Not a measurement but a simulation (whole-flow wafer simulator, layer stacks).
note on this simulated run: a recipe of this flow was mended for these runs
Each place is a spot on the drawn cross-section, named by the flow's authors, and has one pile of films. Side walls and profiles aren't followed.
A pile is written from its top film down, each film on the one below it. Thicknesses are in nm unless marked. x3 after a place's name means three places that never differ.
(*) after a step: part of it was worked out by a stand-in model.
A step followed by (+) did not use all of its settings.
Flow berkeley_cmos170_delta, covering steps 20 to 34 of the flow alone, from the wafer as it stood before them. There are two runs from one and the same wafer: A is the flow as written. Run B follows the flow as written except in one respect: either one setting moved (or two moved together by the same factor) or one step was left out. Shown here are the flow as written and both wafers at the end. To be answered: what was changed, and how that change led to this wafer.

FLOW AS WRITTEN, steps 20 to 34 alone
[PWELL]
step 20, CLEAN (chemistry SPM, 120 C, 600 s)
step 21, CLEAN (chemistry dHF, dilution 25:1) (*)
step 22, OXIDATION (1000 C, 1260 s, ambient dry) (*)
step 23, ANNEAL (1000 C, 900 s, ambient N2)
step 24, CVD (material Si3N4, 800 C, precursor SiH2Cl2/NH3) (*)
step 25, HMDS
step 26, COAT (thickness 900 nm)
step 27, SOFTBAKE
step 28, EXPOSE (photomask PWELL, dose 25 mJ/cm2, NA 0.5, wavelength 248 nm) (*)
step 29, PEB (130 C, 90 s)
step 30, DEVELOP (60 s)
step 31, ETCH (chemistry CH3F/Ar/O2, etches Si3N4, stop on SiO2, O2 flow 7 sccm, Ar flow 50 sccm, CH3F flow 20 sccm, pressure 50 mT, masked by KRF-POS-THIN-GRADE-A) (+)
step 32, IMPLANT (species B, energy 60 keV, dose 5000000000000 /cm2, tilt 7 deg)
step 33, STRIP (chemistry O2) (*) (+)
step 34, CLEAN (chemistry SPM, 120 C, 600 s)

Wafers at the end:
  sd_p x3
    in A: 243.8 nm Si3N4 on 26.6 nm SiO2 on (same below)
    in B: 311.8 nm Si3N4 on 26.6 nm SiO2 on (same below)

Cause: step 24, CVD: 820 C was run, while the flow as written has 800 C.

How this came from the change, step by step:
  step 24, CVD (material Si3N4, 800 C, precursor SiH2Cl2/NH3) (*)
      field x6, sd_p x3: A +243.8 Si3N4 (new film) | B +311.8 Si3N4 (new film)
  step 31, ETCH (chemistry CH3F/Ar/O2, etches Si3N4, stop on SiO2, O2 flow 7 sccm, Ar flow 50 sccm, CH3F flow 20 sccm, pressure 50 mT, masked by KRF-POS-THIN-GRADE-A) (+)
      field x6: A -243.8 Si3N4 (all of it), -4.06 SiO2 | B -311.8 Si3N4 (all of it), -4.06 SiO2
      sd_p x3: A -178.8 KrF-resist | B -224.1 KrF-resist
  step 33, STRIP (chemistry O2) (*) (+)
      sd_p x3: A -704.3 KrF-resist (all of it) | B -659 KrF-resist (all of it)
